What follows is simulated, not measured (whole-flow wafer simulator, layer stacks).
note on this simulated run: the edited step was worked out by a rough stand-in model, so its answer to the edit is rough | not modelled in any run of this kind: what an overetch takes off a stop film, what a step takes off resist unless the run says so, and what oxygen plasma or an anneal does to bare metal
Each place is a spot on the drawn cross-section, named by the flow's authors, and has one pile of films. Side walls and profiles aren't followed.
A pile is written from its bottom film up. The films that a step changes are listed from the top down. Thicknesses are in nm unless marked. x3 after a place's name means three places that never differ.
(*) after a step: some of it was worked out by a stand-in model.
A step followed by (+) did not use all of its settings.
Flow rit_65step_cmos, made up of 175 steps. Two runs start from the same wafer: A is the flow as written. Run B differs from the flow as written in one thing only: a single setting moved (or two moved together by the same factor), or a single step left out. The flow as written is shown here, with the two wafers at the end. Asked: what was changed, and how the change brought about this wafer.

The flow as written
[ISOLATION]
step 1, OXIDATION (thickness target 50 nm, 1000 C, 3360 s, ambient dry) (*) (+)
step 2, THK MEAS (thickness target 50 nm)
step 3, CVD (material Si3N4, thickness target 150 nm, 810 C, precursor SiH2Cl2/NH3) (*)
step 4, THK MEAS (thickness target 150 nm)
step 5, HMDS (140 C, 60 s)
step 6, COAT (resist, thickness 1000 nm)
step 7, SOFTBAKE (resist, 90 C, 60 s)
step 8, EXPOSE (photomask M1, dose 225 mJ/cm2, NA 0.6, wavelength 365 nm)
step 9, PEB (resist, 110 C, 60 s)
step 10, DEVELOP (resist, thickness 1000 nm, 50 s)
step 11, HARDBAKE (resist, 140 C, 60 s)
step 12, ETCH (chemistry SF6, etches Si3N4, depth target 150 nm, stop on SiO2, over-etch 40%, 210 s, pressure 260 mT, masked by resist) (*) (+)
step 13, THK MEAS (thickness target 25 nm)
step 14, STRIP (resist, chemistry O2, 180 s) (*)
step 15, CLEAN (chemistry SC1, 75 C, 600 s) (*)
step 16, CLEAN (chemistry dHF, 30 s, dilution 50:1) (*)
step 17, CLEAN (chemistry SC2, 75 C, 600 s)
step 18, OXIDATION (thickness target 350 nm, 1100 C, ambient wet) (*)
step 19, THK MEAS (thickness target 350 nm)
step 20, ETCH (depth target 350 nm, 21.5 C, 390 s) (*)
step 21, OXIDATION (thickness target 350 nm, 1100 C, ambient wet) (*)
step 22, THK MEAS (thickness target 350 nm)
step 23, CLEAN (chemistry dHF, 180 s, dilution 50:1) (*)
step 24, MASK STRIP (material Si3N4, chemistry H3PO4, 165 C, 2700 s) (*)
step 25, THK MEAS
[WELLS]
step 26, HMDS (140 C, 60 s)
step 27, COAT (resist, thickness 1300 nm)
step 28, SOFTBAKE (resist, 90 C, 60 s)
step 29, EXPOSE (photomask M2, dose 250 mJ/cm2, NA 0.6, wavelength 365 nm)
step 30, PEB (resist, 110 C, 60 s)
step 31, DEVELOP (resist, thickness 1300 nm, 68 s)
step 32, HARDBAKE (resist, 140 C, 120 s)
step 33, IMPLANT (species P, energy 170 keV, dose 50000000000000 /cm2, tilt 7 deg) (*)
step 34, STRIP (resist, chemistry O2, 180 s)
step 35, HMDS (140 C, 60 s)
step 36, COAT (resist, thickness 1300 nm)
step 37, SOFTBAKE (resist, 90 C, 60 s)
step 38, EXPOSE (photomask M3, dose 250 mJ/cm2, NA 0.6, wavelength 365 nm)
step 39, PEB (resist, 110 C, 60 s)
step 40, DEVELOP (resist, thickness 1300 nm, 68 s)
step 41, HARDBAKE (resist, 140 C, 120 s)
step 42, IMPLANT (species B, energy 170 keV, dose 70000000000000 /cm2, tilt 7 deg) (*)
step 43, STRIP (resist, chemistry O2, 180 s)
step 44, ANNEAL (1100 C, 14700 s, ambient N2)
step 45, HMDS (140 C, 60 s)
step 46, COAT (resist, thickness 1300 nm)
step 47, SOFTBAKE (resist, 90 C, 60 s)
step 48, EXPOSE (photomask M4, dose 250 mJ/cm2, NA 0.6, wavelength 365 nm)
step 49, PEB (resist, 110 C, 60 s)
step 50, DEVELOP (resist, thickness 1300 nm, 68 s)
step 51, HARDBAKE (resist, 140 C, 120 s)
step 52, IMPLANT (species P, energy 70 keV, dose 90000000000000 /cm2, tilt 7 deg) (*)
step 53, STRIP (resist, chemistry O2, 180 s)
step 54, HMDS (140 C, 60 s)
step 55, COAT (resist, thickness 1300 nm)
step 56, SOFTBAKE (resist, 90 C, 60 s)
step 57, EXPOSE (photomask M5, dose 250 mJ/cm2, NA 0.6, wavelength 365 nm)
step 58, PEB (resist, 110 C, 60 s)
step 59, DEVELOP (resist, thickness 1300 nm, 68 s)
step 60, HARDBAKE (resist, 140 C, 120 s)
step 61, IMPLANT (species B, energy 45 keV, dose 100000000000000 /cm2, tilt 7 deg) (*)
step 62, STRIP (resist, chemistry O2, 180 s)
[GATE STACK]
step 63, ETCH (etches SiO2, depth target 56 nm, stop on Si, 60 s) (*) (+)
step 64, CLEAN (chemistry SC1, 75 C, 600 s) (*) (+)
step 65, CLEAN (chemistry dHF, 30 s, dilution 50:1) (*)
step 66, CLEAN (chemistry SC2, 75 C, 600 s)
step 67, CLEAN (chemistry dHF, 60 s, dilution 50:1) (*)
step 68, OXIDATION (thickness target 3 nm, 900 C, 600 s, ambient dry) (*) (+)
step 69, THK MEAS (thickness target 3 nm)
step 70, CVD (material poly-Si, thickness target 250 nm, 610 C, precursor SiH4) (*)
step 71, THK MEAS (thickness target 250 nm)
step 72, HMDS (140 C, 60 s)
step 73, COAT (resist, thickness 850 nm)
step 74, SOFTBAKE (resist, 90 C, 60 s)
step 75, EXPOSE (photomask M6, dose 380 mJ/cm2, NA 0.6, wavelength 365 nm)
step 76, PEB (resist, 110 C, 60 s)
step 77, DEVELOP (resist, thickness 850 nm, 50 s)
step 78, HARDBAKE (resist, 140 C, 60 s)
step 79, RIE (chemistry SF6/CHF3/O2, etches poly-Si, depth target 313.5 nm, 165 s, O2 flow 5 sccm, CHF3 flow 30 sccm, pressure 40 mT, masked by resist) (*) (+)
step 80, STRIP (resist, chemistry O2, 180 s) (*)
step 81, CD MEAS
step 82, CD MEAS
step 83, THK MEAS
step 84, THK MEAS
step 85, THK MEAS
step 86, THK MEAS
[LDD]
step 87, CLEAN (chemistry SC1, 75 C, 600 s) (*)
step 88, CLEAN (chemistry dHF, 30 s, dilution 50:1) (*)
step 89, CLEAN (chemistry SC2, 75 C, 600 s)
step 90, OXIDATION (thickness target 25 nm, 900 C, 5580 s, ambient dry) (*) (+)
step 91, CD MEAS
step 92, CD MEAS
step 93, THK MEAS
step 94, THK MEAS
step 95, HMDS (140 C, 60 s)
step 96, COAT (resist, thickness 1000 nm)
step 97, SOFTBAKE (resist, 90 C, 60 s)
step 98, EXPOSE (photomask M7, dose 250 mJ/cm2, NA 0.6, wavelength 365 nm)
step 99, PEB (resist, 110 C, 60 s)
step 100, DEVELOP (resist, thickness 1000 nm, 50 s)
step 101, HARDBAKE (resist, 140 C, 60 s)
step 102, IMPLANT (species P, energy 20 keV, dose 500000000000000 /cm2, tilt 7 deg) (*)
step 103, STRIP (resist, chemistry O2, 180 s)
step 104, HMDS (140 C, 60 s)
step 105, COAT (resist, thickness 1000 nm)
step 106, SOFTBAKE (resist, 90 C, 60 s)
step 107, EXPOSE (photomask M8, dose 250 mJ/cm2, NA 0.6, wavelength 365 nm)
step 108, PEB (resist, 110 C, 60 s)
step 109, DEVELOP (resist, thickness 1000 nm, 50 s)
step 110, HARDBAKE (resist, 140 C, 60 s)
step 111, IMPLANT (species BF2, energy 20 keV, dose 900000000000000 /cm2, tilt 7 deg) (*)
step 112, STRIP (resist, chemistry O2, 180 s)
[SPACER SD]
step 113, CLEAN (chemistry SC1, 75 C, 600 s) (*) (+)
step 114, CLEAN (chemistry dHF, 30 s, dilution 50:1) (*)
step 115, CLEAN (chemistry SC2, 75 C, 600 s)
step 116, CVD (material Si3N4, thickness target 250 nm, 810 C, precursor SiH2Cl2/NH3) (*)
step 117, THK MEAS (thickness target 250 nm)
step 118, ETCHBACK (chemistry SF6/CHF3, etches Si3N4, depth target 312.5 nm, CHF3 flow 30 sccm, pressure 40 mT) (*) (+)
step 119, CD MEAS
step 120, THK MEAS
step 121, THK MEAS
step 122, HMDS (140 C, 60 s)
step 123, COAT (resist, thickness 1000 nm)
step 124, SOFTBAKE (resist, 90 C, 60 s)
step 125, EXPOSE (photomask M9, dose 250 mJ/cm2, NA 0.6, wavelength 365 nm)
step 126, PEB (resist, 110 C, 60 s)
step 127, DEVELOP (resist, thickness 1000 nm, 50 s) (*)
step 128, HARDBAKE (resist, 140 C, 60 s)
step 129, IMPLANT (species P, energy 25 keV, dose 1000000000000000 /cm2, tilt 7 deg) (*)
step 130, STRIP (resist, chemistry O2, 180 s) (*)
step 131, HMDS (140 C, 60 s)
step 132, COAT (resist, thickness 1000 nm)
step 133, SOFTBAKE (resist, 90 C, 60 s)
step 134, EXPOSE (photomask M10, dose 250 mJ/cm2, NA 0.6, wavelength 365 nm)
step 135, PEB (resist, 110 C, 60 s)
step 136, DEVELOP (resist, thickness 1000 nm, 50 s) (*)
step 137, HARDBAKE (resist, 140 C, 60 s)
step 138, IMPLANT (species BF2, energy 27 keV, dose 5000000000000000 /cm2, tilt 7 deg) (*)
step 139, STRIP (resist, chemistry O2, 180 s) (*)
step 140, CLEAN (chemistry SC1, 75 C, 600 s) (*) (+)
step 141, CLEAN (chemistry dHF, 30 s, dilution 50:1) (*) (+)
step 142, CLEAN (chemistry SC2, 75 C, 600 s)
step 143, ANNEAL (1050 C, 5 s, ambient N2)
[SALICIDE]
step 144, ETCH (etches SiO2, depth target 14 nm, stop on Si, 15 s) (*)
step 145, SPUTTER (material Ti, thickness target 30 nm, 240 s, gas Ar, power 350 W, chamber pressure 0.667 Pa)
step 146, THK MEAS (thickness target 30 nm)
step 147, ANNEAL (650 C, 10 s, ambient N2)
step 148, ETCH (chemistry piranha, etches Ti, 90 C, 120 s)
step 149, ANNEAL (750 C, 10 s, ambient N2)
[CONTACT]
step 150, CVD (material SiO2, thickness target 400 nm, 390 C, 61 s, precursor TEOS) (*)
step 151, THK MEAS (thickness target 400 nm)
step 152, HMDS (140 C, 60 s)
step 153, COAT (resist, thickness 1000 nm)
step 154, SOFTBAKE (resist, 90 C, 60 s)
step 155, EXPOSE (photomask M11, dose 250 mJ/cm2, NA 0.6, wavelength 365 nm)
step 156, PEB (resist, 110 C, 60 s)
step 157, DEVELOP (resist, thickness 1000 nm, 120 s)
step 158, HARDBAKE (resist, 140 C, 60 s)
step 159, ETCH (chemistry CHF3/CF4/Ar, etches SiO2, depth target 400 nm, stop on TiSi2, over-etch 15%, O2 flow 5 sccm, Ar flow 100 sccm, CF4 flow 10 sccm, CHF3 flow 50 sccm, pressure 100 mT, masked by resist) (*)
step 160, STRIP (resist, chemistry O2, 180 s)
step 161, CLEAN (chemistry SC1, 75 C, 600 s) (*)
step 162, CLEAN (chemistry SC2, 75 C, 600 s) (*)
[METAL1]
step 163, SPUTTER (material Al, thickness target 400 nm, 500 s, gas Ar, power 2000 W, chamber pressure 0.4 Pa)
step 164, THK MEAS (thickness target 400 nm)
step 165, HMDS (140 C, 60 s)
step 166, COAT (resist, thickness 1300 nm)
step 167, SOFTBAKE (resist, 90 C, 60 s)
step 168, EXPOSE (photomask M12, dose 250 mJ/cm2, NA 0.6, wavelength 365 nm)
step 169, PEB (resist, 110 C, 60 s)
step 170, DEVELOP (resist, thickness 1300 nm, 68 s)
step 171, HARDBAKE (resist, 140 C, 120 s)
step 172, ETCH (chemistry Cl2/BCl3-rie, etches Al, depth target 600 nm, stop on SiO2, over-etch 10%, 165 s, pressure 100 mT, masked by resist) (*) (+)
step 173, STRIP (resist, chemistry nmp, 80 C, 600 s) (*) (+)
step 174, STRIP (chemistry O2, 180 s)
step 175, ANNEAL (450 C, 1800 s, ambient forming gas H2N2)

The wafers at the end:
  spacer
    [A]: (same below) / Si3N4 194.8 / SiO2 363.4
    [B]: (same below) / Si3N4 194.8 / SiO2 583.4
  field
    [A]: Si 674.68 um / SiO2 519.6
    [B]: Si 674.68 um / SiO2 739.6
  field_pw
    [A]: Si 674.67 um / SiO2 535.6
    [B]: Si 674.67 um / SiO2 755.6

What caused this: step 150, CVD: thickness target 620 nm was run, while the flow as written has thickness target 400 nm.

How this came from the change, step by step:
  step 150, CVD (material SiO2, thickness target 400 nm, 390 C, 61 s, precursor TEOS) (*)
      field, field_pw, field_nw, field_p: A +400 SiO2 | B +620 SiO2
      spacer, spacer_p: A +400 SiO2 (new film) | B +620 SiO2 (new film)
      (also at 2 further places)
